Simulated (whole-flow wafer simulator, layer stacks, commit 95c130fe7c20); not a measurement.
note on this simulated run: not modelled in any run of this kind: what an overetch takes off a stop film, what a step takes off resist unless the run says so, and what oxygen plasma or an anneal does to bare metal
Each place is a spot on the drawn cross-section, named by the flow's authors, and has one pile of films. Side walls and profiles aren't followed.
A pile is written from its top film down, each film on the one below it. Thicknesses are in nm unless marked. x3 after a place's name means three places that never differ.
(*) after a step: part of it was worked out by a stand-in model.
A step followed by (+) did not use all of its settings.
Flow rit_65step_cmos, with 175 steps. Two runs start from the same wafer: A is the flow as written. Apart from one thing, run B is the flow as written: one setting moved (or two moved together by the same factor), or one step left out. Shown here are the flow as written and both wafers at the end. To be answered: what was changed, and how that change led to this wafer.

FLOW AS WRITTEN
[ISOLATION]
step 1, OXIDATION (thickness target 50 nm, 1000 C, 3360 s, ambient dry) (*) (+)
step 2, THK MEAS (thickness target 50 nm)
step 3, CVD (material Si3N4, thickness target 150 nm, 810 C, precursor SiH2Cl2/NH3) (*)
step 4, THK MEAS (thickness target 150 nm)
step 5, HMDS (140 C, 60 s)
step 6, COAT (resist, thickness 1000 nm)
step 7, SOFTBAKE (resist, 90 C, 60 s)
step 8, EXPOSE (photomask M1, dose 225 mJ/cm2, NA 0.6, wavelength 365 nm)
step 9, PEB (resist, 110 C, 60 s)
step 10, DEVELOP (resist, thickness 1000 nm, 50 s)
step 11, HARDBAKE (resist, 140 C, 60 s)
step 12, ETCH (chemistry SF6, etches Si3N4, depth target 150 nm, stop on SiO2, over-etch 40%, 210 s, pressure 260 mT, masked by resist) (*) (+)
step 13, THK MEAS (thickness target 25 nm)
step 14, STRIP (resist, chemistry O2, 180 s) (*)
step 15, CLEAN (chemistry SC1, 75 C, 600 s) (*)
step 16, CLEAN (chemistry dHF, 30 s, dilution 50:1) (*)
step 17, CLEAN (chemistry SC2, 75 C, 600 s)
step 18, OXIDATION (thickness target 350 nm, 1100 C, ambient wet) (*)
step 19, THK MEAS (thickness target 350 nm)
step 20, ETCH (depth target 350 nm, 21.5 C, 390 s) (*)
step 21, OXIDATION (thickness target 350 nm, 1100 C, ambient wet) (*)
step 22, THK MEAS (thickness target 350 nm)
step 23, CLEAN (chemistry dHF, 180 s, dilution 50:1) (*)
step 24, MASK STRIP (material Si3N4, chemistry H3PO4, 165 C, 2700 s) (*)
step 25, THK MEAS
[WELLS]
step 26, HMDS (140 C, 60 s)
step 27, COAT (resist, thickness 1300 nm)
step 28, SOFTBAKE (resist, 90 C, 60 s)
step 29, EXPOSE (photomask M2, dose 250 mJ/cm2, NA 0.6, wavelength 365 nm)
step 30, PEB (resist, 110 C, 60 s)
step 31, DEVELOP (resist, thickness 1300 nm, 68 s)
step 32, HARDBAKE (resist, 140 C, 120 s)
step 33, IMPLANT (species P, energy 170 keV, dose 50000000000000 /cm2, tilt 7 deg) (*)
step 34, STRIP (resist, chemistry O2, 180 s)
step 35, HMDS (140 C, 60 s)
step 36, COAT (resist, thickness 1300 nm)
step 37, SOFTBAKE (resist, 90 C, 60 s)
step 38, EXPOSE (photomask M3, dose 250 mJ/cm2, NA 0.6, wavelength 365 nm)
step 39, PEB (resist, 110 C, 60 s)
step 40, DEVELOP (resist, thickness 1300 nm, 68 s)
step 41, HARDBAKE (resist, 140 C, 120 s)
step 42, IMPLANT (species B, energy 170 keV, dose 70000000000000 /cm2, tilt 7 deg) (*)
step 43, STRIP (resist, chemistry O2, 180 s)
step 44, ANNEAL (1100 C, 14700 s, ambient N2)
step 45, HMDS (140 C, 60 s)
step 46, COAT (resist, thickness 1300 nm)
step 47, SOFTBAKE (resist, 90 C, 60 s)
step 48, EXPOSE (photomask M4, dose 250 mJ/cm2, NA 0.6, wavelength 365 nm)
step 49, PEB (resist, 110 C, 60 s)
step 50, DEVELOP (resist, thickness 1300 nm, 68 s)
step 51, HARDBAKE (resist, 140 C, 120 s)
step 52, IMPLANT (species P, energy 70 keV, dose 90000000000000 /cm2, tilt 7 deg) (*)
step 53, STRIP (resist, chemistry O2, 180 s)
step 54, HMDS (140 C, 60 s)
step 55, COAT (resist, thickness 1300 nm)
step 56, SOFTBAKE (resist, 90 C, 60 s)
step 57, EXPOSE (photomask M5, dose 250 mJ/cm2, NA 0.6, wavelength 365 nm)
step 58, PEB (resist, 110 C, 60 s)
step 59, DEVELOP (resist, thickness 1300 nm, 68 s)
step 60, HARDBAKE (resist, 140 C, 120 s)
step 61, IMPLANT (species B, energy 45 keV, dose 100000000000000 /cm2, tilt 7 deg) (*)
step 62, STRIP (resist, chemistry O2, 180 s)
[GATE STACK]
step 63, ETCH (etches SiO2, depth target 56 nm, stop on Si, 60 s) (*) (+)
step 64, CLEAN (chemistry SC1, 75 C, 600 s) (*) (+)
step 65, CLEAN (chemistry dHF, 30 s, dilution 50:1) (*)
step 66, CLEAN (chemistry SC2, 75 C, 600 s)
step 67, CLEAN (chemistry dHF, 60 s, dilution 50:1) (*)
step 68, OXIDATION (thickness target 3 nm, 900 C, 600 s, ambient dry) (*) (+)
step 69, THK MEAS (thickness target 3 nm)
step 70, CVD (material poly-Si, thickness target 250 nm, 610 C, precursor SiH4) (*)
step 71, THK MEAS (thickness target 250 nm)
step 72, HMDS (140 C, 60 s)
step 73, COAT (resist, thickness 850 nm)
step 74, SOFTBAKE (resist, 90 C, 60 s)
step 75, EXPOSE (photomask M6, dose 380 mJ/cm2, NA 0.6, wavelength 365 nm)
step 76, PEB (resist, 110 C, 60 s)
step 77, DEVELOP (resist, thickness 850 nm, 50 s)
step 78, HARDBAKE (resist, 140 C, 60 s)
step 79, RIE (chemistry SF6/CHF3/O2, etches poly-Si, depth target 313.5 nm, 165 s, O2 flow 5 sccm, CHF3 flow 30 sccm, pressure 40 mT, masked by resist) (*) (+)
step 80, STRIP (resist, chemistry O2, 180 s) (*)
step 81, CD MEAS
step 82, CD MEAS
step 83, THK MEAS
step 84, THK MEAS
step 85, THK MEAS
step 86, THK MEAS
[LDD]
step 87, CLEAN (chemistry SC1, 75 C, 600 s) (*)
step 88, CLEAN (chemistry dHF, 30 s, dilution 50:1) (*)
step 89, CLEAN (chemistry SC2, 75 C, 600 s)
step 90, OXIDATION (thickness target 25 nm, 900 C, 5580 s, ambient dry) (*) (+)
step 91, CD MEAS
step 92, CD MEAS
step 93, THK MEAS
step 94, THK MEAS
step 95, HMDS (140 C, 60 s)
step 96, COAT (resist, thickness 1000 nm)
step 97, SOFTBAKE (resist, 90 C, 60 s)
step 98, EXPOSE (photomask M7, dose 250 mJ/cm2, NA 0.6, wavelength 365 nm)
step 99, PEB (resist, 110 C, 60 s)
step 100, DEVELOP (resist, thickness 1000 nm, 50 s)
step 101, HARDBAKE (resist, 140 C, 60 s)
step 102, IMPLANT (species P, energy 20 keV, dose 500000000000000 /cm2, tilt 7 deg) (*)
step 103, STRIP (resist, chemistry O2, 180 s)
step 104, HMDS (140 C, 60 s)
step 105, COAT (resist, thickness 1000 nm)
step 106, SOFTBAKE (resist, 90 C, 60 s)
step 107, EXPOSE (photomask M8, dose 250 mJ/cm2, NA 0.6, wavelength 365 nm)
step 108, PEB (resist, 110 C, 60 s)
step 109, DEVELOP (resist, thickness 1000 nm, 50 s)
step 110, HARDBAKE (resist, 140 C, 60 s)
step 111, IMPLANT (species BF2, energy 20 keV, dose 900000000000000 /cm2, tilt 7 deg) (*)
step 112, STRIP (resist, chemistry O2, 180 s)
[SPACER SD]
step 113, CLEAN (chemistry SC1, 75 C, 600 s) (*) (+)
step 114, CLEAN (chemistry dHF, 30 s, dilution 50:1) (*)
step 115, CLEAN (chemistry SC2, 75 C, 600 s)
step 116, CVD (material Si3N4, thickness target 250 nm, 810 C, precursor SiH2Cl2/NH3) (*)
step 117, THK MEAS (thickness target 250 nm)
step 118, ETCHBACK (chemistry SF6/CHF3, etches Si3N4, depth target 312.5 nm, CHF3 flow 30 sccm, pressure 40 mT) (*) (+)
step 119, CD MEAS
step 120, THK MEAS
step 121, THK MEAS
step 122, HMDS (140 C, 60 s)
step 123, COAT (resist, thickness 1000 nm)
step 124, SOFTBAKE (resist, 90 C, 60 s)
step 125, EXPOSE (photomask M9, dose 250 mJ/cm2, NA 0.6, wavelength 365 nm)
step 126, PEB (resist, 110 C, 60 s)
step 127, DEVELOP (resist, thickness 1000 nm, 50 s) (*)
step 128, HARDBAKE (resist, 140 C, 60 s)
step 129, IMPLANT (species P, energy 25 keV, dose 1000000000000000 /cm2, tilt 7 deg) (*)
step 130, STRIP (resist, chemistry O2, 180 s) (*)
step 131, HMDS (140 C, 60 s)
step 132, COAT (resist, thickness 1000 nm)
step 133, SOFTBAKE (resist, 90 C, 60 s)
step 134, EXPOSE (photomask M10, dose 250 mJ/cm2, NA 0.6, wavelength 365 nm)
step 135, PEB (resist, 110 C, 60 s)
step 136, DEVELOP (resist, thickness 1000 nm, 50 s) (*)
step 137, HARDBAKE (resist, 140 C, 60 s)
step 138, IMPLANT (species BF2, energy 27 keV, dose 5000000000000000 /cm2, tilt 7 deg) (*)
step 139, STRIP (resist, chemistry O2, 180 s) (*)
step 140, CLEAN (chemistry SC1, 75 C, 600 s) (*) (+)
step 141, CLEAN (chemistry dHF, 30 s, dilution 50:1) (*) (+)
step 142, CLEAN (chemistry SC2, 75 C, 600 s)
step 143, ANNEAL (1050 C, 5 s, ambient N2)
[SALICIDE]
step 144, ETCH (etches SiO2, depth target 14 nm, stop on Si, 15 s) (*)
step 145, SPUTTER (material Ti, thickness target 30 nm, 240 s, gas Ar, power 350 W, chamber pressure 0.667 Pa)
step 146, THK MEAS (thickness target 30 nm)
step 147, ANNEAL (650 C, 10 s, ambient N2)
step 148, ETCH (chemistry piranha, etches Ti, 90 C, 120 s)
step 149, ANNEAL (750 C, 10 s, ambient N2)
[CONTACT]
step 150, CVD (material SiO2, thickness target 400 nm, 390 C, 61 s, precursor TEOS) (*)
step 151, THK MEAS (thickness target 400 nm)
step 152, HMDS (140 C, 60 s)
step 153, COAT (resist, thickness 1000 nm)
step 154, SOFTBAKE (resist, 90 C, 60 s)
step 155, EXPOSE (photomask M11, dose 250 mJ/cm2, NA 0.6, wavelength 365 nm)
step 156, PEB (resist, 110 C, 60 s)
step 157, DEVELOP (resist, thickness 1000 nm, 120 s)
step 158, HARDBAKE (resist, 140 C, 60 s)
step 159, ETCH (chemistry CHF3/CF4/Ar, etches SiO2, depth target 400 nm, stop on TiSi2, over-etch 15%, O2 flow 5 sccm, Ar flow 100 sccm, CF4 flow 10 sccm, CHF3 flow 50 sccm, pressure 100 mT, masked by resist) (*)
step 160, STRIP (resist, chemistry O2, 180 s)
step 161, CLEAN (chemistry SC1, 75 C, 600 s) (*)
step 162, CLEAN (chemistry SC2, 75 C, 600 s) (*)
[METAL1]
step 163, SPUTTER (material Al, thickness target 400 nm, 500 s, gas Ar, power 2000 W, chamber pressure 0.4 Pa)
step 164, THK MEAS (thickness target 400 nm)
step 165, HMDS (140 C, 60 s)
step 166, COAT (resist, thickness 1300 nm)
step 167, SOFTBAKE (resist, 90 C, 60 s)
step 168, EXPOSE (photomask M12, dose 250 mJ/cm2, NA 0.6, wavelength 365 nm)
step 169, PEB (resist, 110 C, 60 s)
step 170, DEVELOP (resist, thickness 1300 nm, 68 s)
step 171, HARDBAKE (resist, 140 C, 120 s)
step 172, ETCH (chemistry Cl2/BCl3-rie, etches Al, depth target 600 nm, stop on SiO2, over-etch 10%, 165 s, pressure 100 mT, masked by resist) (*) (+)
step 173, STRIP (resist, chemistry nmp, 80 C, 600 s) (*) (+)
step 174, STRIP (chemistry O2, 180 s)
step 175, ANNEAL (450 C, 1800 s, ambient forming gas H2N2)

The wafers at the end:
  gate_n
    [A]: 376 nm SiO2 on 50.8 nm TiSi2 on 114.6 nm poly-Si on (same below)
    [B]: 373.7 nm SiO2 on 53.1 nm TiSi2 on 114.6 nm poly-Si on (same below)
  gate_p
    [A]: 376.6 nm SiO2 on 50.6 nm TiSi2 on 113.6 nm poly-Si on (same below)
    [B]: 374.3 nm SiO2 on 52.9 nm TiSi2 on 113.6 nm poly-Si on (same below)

The reason: step 149, ANNEAL: 4 s was run, whereas the flow has 10 s.

The path from the change to this, step by step:
  step 149, ANNEAL (750 C, 10 s, ambient N2)
      gate_n: A +50.8 TiSi2 (new film), -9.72 TiSi first (all of it), -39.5 TiSi2 C49 (all of it), -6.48 poly-Si | B +53.1 TiSi2 (new film), -9.72 TiSi first (all of it), -39.5 TiSi2 C49 (all of it), -6.48 poly-Si
      gate_p: A +50.6 TiSi2 (new film), -9.46 TiSi first (all of it), -39.6 TiSi2 C49 (all of it), -6.31 poly-Si | B +52.9 TiSi2 (new film), -9.46 TiSi first (all of it), -39.6 TiSi2 C49 (all of it), -6.31 poly-Si
